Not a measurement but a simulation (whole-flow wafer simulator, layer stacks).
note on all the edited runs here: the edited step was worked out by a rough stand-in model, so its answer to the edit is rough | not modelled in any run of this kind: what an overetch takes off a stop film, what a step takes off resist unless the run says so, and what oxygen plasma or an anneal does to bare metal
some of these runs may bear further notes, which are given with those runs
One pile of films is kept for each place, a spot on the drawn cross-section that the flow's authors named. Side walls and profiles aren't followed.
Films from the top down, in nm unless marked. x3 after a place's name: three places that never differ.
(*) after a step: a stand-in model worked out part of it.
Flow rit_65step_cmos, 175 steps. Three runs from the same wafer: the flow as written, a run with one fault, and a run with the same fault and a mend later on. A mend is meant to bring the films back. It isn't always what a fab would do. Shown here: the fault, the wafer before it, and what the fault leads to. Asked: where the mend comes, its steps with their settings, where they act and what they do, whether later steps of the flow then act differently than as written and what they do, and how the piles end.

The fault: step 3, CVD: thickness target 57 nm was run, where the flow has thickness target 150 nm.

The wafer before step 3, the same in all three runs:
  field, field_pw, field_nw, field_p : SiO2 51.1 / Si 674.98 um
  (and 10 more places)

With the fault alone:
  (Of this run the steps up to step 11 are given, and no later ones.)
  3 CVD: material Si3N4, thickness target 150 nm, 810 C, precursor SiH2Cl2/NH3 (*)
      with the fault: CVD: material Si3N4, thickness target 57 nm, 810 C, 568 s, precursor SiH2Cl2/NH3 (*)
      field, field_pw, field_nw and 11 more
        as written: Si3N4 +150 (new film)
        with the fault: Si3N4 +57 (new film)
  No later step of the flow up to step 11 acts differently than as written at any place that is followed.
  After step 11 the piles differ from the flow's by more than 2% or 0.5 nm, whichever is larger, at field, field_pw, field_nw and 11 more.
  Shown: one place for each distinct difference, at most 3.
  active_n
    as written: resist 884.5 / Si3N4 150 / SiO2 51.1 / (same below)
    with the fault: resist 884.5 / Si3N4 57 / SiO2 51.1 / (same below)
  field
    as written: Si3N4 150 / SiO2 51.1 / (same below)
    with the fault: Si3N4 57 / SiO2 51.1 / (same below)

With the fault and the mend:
  The mend comes after step 11.
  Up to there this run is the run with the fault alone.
  11a STRIP: resist, chemistry O2, 180 s (*)
      active_n, active_p, gate_n and 7 more
        resist -884.5 (all of it)
  11b CLEAN: chemistry SC2, 75 C, 600 s
      changes no film at any place that is followed
  11c CVD: material Si3N4, thickness target 93 nm, 810 C, 932 s, precursor SiH2Cl2/NH3 (*) (the flow's step 3 once more, with other settings)
      field, field_pw, field_nw and 11 more
        Si3N4 +93
  11d HMDS: 140 C, 60 s (the flow's step 5 once more)
      changes no film at any place that is followed
  11e COAT: resist, thickness 1000 nm (the flow's step 6 once more)
      field, field_pw, field_nw and 11 more
        resist +1000 (new film)
  11f SOFTBAKE: resist, 90 C, 60 s (the flow's step 7 once more)
      changes no film at any place that is followed
  11g EXPOSE: photomask M1, dose 225 mJ/cm2, NA 0.6, wavelength 365 nm (the flow's step 8 once more)
      changes no film at any place that is followed
  11h PEB: resist, 110 C, 60 s (the flow's step 9 once more)
      field, field_pw, field_nw and 11 more
        resist -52
  11i DEVELOP: resist, thickness 1000 nm, 50 s (the flow's step 10 once more)
      field, field_pw, field_nw, field_p
        resist -948 (all of it)
  11j HARDBAKE: resist, 140 C, 60 s (the flow's step 11 once more)
      active_n, active_p, gate_n and 7 more
        resist -63.5
  No later step of the flow acts differently than as written at any place that is followed.
  At the end the piles are the same as the flow's at every place that both follow.
